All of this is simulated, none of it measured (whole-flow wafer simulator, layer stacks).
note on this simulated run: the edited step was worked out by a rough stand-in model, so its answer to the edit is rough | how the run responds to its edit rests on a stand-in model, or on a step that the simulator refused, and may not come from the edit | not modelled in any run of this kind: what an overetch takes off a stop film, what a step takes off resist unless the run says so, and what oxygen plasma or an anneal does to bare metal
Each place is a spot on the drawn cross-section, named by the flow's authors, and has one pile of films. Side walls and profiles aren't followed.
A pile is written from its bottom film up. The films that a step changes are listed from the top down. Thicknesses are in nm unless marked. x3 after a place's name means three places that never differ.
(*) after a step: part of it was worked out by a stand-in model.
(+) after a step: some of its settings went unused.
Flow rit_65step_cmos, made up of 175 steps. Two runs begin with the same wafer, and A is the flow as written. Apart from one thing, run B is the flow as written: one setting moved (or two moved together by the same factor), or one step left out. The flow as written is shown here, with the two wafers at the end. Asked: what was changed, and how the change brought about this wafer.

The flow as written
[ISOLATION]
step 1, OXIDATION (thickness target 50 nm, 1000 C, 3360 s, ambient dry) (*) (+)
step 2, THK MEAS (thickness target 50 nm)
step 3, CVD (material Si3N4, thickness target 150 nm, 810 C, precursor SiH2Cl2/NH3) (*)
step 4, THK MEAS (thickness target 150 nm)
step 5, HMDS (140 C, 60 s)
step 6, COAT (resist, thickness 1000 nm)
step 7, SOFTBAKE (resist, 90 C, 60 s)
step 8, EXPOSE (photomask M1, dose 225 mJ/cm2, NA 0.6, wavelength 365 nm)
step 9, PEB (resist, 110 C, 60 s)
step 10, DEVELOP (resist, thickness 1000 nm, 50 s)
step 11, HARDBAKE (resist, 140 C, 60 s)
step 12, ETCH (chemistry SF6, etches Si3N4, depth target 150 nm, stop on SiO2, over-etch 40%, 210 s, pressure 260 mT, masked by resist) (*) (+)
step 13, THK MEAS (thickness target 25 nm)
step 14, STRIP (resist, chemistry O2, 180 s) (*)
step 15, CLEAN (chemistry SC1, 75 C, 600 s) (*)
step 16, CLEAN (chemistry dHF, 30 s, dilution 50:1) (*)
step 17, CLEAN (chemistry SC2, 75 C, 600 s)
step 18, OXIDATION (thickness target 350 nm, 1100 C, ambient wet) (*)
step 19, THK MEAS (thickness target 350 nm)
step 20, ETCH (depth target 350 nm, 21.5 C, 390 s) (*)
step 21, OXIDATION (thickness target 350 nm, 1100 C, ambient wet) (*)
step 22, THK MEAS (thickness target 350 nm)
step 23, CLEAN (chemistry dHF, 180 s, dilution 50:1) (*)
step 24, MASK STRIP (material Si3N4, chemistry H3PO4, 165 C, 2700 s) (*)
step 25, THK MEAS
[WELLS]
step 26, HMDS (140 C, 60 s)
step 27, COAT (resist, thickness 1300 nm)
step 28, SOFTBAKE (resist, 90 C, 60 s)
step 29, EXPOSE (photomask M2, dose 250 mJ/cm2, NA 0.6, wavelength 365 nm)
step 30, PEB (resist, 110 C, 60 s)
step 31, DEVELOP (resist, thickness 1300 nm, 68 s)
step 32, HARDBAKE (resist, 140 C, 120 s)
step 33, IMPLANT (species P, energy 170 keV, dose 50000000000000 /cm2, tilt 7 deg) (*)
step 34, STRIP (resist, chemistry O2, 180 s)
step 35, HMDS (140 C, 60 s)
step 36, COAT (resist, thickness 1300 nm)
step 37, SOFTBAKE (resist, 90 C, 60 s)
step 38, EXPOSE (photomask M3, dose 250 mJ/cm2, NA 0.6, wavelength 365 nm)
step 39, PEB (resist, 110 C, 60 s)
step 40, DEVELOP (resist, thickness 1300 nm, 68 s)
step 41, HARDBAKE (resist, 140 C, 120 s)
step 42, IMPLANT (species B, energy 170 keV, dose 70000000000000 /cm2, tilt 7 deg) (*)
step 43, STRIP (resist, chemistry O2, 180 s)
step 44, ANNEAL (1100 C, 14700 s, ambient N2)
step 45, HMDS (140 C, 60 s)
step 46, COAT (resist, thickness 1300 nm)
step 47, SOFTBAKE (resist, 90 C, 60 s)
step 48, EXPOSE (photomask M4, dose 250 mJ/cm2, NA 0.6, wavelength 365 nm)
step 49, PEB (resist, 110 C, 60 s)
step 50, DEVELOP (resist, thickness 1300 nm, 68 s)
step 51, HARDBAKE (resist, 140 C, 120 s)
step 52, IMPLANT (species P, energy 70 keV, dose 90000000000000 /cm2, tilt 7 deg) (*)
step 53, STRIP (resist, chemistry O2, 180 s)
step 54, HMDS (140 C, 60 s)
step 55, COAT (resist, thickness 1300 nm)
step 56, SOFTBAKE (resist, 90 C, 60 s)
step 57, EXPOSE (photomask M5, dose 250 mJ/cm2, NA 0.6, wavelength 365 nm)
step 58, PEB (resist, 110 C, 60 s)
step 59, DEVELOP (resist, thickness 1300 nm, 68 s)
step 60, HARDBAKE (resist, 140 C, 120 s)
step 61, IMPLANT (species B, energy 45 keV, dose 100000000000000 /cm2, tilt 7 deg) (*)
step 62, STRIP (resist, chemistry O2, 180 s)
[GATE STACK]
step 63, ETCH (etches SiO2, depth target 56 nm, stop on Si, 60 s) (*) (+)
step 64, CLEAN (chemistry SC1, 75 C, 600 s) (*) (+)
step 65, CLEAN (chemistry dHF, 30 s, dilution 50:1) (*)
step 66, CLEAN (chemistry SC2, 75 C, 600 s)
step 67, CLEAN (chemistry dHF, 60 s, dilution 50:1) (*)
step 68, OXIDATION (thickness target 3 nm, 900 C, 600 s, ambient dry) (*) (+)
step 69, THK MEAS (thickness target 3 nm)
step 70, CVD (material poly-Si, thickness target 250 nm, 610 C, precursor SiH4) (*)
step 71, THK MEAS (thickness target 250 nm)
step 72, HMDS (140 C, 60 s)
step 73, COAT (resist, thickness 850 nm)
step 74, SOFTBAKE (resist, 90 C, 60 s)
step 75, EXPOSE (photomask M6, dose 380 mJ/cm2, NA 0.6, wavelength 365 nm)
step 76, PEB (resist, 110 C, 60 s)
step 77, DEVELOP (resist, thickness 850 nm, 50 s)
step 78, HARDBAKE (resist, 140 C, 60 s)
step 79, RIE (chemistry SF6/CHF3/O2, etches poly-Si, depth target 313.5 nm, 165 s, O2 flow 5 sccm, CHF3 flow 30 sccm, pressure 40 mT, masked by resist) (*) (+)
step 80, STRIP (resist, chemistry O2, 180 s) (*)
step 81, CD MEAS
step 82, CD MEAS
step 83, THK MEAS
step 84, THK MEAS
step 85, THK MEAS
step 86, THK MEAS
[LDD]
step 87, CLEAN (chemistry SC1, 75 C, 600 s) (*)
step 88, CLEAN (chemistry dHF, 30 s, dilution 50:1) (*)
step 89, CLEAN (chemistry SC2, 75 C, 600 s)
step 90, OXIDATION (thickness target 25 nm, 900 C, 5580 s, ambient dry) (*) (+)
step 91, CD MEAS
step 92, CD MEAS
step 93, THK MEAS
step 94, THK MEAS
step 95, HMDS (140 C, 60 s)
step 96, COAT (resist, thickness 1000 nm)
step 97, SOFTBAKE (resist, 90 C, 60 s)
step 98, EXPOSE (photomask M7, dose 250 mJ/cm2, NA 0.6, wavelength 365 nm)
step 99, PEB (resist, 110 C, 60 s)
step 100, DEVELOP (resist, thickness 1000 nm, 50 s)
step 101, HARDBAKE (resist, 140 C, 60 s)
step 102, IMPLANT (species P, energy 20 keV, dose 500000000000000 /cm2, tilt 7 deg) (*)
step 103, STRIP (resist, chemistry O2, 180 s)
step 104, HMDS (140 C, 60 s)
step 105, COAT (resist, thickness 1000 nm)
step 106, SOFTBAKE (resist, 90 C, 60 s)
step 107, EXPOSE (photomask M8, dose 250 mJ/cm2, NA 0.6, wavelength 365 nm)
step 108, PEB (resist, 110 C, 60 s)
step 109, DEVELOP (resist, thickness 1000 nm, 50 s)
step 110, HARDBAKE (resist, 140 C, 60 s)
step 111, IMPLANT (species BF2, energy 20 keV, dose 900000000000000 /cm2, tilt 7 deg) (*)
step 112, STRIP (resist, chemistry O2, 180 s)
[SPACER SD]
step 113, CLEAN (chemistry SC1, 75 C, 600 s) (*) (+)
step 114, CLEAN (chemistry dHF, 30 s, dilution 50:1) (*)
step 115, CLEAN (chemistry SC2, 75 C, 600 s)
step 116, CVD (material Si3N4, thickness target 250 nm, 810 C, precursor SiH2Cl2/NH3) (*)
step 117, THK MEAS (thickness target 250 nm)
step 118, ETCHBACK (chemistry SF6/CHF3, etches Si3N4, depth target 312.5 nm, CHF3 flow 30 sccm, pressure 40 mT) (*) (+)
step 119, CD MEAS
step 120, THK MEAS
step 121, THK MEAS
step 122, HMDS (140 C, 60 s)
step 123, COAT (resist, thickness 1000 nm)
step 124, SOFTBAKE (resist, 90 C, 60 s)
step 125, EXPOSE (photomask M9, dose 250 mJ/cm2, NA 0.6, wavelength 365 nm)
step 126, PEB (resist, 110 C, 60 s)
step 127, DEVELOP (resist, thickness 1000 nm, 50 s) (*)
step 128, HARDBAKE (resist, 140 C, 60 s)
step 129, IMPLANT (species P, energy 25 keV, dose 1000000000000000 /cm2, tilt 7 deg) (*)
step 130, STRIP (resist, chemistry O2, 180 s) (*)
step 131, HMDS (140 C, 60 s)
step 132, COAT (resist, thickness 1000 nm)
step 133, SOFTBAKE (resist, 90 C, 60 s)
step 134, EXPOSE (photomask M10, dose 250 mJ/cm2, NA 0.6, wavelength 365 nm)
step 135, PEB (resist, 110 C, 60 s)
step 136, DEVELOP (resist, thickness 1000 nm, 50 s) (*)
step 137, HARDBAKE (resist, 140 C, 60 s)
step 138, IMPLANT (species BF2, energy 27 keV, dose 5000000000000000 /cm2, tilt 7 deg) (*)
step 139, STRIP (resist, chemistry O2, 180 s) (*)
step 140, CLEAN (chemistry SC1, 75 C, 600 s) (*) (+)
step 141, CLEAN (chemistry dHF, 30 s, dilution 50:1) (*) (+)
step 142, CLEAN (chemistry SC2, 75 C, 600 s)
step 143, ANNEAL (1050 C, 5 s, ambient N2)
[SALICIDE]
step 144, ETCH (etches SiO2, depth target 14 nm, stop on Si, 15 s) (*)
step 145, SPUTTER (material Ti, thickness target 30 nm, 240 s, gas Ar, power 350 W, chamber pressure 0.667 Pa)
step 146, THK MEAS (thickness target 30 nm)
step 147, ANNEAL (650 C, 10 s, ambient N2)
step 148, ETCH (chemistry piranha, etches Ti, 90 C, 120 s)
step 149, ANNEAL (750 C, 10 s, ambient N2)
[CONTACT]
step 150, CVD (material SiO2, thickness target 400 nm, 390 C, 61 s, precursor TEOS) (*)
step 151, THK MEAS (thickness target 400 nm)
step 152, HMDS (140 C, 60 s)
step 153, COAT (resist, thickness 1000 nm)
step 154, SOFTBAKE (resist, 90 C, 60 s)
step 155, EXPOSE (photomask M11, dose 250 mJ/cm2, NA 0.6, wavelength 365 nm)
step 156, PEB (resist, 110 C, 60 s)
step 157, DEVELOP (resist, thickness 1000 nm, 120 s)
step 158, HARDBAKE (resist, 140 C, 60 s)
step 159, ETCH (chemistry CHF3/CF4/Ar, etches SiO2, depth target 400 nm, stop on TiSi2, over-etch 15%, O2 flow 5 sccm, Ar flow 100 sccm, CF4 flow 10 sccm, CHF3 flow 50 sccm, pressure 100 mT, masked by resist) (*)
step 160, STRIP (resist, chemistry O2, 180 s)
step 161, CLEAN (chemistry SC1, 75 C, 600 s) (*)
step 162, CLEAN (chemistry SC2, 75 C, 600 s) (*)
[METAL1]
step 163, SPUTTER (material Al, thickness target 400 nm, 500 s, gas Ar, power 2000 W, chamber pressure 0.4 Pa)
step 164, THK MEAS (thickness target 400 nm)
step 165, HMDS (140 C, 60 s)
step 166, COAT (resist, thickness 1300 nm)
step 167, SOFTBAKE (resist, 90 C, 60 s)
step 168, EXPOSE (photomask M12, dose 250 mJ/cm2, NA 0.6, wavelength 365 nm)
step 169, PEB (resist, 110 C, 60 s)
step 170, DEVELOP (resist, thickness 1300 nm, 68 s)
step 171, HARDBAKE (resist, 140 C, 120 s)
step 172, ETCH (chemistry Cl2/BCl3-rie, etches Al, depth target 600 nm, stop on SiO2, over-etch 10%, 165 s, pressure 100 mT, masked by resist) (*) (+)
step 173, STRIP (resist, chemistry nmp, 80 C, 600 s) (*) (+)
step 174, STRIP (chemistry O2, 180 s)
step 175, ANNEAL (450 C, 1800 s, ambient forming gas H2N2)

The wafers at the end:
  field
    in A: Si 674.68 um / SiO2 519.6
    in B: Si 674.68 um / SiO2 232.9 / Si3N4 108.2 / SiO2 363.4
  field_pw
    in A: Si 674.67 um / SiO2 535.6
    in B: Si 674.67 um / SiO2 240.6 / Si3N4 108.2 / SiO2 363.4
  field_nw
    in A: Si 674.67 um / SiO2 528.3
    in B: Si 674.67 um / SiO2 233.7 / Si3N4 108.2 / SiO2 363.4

Cause: step 118, ETCHBACK: depth target 140.6 nm was run, though the flow has depth target 312.5 nm.

How this came from the change, step by step:
  step 118, ETCHBACK (chemistry SF6/CHF3, etches Si3N4, depth target 312.5 nm, CHF3 flow 30 sccm, pressure 40 mT) (*) (+)
      field, field_pw, field_nw, field_p: A -250 Si3N4 (all of it), -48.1 SiO2 | B -140.6 Si3N4
      gate_n: A -250 Si3N4 (all of it), -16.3 SiO2 (all of it), -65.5 poly-Si | B -140.6 Si3N4
      (also at 1 further place)
  step 123, COAT (resist, thickness 1000 nm)
      field: A +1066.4 resist (new film) | B +1044.1 resist (new film)
      field_p: A +1073.5 resist (new film) | B +1051.2 resist (new film)
      (also at 4 further places)
  step 126, PEB (resist, 110 C, 60 s)
      gate_n, gate_p: A -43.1 resist | B -40.1 resist
      field: A -55.6 resist | B -54.3 resist
      (also at 3 further places)
  step 127, DEVELOP (resist, thickness 1000 nm, 50 s) (*)
      field: A -1010.9 resist (all of it) | B -989.9 resist (all of it)
      gate_n: A -791.9 resist (all of it) | B -739.2 resist (all of it)
      (also at 1 further place)
  step 128, HARDBAKE (resist, 140 C, 60 s)
      field_nw: A -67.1 resist | B -65.7 resist
      field_p: A -68.8 resist | B -67.2 resist
      (also at 2 further places)
  step 130, STRIP (resist, chemistry O2, 180 s) (*)
      gate_n: A +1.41 chemical SiO2 (new film), -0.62 poly-Si | B nothing
      gate_p: A +1.31 chemical SiO2 (new film), -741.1 resist (all of it), -0.58 poly-Si | B -691.6 resist (all of it)
      (also at 2 further places)
  step 132, COAT (resist, thickness 1000 nm)
      field: A +1067 resist (new film) | B +1044.1 resist (new film)
      field_p: A +1074 resist (new film) | B +1051.2 resist (new film)
      (also at 4 further places)
  step 135, PEB (resist, 110 C, 60 s)
      gate_n, gate_p: A -43.1 resist | B -40.1 resist
      spacer, spacer_p: A -42 resist | B -40 resist
      (also at 2 further places)
  step 136, DEVELOP (resist, thickness 1000 nm, 50 s) (*)
      field_p: A -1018 resist (all of it) | B -996.5 resist (all of it)
      gate_p: A -792.8 resist (all of it) | B -739.4 resist (all of it)
      (also at 1 further place)
  step 137, HARDBAKE (resist, 140 C, 60 s)
      field: A -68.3 resist | B -66.3 resist
      field_nw: A -67.1 resist | B -65.7 resist
      (also at 2 further places)
  step 139, STRIP (resist, chemistry O2, 180 s) (*)
      gate_n: A -740 resist (all of it), +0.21 chemical SiO2, -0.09 poly-Si | B -691.3 resist (all of it)
      field: A -943.1 resist (all of it) | B -923.5 resist (all of it)
      (also at 1 further place)
  step 140, CLEAN (chemistry SC1, 75 C, 600 s) (*) (+)
      field, field_pw, field_nw, field_p: A -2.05 SiO2 | B -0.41 Si3N4
      gate_n, gate_p: A -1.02 chemical SiO2, -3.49 poly-Si | B -0.41 Si3N4
  step 141, CLEAN (chemistry dHF, 30 s, dilution 50:1) (*) (+)
      field, field_p: A -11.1 SiO2 | B -0.43 Si3N4
      field_pw, field_nw: A -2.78 SiO2 | B -0.43 Si3N4
      (also at 2 further places)
  step 144, ETCH (etches SiO2, depth target 14 nm, stop on Si, 15 s) (*)
      field, field_pw, field_nw, field_p: A -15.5 SiO2 | B -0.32 Si3N4
  step 145, SPUTTER (material Ti, thickness target 30 nm, 240 s, gas Ar, power 350 W, chamber pressure 0.667 Pa)
      gate_n: A +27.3 Ti (new film) | B +30 Ti (new film)
      gate_p: A +27.2 Ti (new film) | B +30 Ti (new film)
  step 147, ANNEAL (650 C, 10 s, ambient N2)
      gate_n: A -21.3 Ti, +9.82 TiSi first (new film), +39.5 TiSi2 C49 (new film), -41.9 poly-Si | B nothing
      gate_p: A -21.2 Ti, +9.56 TiSi first (new film), +39.6 TiSi2 C49 (new film), -41.9 poly-Si | B nothing
  ... 9 other steps ...
  step 170, DEVELOP (resist, thickness 1300 nm, 68 s)
      field: A -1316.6 resist (all of it) | B -1271.6 resist (all of it)
      field_pw: A -1285.5 resist (all of it) | B -1259.5 resist (all of it)
      (also at 6 further places)
